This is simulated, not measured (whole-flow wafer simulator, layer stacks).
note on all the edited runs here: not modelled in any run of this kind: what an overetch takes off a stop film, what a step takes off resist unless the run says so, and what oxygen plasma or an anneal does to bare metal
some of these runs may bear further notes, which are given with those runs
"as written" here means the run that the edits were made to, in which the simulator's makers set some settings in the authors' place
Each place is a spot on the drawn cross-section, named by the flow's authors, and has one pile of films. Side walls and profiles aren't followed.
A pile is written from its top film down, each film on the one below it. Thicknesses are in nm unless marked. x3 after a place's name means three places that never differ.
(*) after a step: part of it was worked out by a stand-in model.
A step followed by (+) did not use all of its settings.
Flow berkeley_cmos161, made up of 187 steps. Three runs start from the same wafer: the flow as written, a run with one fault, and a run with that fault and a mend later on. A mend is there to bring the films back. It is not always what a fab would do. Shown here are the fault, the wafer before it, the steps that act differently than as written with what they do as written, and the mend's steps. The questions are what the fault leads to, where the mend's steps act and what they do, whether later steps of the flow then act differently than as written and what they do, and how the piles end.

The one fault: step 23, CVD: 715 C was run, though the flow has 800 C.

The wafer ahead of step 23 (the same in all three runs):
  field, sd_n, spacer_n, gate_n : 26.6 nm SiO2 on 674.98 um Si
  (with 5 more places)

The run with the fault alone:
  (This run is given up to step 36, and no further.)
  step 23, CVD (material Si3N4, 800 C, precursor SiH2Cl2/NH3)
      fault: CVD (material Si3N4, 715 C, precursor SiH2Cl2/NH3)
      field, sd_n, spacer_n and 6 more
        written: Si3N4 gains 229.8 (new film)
        fault: Si3N4 gains 62.7 (new film)
  Later steps of the flow acting differently than as written (not shown: 1 more step that differs only slightly, by at most 2% or 0.5 nm, whichever is larger):
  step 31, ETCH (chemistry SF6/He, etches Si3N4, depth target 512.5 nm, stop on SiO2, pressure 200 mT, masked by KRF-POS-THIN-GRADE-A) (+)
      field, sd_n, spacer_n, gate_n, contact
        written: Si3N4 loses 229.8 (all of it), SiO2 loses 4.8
        fault: Si3N4 loses 62.7 (all of it), SiO2 loses 4.8
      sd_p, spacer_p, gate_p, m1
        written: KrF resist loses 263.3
        fault: KrF resist loses 81.7
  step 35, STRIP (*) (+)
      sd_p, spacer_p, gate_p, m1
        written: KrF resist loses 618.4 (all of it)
        fault: KrF resist loses 799.8 (all of it)
  The piles after step 36 differ from the flow's at sd_p, spacer_p, gate_p, m1 by more than 2% or 0.5 nm, whichever is larger.
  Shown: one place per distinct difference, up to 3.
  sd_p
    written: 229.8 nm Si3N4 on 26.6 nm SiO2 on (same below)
    fault: 62.7 nm Si3N4 on 26.6 nm SiO2 on (same below)

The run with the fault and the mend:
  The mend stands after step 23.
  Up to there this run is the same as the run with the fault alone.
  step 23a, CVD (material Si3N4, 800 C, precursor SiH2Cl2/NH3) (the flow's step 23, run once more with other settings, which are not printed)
      field, sd_n, spacer_n and 6 more
        Si3N4 gains 167
  Every later step of the flow that is run acts as written, at every place that is followed, to within 2% or 0.5 nm, whichever is larger.
  The piles end the same as the flow's at every place that both follow.
